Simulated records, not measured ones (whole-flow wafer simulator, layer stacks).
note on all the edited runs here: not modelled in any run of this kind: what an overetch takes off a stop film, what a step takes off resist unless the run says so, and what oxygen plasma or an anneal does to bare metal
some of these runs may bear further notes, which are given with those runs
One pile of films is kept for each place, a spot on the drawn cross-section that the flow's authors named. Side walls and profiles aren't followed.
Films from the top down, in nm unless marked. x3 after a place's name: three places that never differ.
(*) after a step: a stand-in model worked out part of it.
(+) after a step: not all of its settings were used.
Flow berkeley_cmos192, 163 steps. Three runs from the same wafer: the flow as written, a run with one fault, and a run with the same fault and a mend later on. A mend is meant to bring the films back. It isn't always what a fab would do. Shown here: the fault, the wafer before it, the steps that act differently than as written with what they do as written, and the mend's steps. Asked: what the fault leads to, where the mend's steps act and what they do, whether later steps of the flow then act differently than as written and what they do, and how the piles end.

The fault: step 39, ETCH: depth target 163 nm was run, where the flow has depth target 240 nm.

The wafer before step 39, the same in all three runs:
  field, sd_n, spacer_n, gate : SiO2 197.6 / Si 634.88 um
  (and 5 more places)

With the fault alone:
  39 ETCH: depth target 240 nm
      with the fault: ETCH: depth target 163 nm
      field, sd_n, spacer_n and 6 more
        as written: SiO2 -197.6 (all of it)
        with the fault: SiO2 -163
  Later steps of the flow that act differently than as written (43 more steps differ only slightly, by at most 2% or 0.5 nm, whichever is larger, and aren't shown):
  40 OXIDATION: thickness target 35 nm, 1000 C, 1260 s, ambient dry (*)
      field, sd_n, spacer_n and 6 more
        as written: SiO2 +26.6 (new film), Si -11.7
        with the fault: SiO2 +17.9, Si -7.86
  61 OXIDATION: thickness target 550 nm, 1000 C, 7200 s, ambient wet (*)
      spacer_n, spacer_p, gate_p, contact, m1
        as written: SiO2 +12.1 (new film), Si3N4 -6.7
        with the fault: SiO2 +12.1 (new film), Si3N4 -6.7, SiO2 +0.01
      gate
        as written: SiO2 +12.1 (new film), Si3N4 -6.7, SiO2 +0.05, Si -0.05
        with the fault: SiO2 +12.1 (new film), Si3N4 -6.7, SiO2 +0.01
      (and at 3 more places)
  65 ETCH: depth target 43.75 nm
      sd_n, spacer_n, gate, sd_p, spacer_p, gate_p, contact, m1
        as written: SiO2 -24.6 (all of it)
        with the fault: SiO2 -43.8
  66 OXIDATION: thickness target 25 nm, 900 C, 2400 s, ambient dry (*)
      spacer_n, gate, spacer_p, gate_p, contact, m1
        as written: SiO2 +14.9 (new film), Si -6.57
        with the fault: SiO2 +12.7, Si -5.57
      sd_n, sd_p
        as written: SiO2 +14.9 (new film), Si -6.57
        with the fault: SiO2 +12, Si -5.29
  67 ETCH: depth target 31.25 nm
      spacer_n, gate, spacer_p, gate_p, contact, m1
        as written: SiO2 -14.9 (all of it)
        with the fault: SiO2 -19.4 (all of it)
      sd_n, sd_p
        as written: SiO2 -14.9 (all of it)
        with the fault: SiO2 -21.7 (all of it)
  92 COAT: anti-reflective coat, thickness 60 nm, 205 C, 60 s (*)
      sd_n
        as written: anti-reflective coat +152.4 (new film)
        with the fault: anti-reflective coat +163.9 (new film)
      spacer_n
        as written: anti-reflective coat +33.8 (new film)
        with the fault: anti-reflective coat +29.5 (new film)
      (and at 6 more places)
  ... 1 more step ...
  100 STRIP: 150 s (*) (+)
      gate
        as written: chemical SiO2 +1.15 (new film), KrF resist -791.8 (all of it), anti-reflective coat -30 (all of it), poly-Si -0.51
        with the fault: chemical SiO2 +1.15 (new film), KrF resist -805.1 (all of it), anti-reflective coat -25.5 (all of it), poly-Si -0.51
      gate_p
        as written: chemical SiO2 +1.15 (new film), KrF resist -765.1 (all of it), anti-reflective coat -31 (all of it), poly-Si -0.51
        with the fault: chemical SiO2 +1.15 (new film), KrF resist -773.7 (all of it), anti-reflective coat -27.7 (all of it), poly-Si -0.51
  At the end the piles differ from the flow's by more than 2% or 0.5 nm, whichever is larger, at field.
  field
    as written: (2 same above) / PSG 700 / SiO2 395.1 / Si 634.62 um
    with the fault: (2 same above) / PSG 700 / SiO2 403.7 / Si 634.64 um

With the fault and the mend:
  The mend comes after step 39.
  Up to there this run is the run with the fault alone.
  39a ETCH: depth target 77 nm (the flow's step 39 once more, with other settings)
      field, sd_n, spacer_n and 6 more
        SiO2 -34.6 (all of it)
  No later step of the flow acts differently than as written at any place that is followed.
  At the end the piles are the same as the flow's at every place that both follow.
